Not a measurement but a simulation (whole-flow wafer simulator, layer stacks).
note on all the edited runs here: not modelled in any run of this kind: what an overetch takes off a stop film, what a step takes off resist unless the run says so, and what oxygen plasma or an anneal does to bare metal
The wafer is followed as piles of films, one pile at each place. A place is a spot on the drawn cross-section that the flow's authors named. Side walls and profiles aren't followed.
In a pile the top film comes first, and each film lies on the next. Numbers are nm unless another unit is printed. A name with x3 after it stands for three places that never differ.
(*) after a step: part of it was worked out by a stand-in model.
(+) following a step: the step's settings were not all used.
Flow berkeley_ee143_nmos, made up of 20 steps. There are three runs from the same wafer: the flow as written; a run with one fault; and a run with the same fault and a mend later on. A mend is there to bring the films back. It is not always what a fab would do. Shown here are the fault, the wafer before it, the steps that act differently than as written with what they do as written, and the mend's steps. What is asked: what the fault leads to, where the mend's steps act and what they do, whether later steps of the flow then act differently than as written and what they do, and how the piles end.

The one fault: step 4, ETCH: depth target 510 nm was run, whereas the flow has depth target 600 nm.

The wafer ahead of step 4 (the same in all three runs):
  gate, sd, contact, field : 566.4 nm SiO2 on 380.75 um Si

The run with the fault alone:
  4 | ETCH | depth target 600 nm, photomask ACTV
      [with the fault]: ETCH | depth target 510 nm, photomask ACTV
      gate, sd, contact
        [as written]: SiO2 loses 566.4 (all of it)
        [with the fault]: SiO2 loses 510
  Later steps of the flow acting differently than as written (1 other step is not shown; it differs only slightly, by no more than 2% or 0.5 nm, whichever is larger):
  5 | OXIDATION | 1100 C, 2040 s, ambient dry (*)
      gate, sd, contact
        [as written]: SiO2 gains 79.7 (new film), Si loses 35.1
        [with the fault]: SiO2 gains 48, Si loses 21.1
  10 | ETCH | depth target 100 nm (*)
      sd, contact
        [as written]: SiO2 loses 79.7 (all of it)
        [with the fault]: SiO2 loses 100
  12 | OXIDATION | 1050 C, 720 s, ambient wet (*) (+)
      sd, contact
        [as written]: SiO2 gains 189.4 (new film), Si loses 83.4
        [with the fault]: SiO2 gains 186.1, Si loses 81.9
  At gate, the piles at the end differ from the flow's by more than 2% or 0.5 nm, whichever is larger.
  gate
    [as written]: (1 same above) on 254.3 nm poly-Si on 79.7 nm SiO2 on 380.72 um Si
    [with the fault]: (1 same above) on 254.3 nm poly-Si on 104.4 nm SiO2 on 380.73 um Si

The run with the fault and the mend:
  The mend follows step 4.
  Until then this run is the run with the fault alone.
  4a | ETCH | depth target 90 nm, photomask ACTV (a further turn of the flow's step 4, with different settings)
      gate, sd, contact
        SiO2 loses 56.4 (all of it)
  None of the later steps of the flow acts differently than as written at any place that is followed.
  At every place that both follow, the piles at the end match the flow's.
